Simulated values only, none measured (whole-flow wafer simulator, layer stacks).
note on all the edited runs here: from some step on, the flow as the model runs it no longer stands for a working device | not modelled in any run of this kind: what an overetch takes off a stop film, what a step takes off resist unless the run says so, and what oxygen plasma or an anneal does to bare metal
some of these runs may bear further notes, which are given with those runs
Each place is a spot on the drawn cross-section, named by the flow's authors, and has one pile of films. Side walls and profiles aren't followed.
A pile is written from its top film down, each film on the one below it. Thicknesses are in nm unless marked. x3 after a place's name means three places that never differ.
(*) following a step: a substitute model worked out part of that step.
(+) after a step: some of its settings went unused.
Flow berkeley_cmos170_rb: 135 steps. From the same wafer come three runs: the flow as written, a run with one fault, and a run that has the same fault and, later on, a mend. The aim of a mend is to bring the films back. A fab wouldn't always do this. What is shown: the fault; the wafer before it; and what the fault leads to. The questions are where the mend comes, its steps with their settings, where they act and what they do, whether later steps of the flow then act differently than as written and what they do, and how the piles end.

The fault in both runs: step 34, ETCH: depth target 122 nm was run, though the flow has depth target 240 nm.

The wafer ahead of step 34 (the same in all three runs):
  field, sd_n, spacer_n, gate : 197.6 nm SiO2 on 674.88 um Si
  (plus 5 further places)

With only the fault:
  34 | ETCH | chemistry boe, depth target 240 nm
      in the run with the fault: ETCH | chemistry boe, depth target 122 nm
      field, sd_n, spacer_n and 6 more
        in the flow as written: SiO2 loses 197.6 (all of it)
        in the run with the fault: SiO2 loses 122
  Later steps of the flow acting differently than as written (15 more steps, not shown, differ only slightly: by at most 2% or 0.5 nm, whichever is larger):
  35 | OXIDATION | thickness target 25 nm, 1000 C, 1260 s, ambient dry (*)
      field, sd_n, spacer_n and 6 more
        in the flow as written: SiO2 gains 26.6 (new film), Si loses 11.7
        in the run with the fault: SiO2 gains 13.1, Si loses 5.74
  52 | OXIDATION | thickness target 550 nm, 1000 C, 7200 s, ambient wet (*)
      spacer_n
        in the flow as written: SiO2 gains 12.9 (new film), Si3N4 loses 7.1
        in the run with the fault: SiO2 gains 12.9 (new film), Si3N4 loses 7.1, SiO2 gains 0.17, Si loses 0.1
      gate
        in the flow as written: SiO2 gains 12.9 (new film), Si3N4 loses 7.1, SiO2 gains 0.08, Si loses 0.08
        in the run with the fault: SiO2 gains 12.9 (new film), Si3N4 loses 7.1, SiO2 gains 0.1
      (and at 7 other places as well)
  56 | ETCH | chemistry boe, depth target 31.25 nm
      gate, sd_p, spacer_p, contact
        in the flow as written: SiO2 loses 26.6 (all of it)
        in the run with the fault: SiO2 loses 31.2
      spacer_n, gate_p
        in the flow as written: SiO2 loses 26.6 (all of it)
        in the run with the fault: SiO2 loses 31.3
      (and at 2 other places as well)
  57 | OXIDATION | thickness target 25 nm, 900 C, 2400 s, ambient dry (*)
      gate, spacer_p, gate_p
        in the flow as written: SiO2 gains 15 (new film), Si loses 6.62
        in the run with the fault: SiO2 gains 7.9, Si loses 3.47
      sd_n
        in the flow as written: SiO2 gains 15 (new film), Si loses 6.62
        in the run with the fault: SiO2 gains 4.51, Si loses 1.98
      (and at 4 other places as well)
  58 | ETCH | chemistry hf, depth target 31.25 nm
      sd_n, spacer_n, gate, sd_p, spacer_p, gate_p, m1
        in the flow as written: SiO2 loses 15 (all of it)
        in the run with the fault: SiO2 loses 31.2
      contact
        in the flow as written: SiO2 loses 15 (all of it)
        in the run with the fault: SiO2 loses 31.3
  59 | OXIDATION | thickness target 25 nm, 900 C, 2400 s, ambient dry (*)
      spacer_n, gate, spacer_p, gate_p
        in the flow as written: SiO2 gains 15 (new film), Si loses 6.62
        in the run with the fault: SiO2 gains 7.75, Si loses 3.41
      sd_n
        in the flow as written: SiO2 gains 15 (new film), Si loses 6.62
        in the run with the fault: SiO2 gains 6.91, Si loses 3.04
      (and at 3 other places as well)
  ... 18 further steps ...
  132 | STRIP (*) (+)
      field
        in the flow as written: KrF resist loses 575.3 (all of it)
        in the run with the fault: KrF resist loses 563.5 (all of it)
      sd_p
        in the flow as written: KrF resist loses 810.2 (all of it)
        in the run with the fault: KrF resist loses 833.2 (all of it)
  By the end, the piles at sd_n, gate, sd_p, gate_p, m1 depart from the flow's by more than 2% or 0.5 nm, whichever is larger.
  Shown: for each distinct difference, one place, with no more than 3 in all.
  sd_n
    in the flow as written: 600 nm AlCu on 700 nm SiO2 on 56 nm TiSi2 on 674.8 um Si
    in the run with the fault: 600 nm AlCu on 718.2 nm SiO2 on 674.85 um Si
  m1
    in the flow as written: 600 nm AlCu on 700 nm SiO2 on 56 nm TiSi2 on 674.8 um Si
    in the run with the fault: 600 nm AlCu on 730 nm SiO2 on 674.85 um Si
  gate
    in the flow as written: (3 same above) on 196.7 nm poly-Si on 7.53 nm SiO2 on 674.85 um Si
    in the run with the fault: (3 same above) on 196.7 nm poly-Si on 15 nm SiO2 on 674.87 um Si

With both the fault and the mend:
  The mend follows step 34.
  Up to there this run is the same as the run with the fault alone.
  34a | ETCH | chemistry boe, depth target 118 nm (a further turn of the flow's step 34, with different settings)
      field, sd_n, spacer_n and 6 more
        SiO2 loses 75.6 (all of it)
  Every later step of the flow that is run acts as written at every place that is followed.
  The piles end the same as the flow's at every place that both follow.
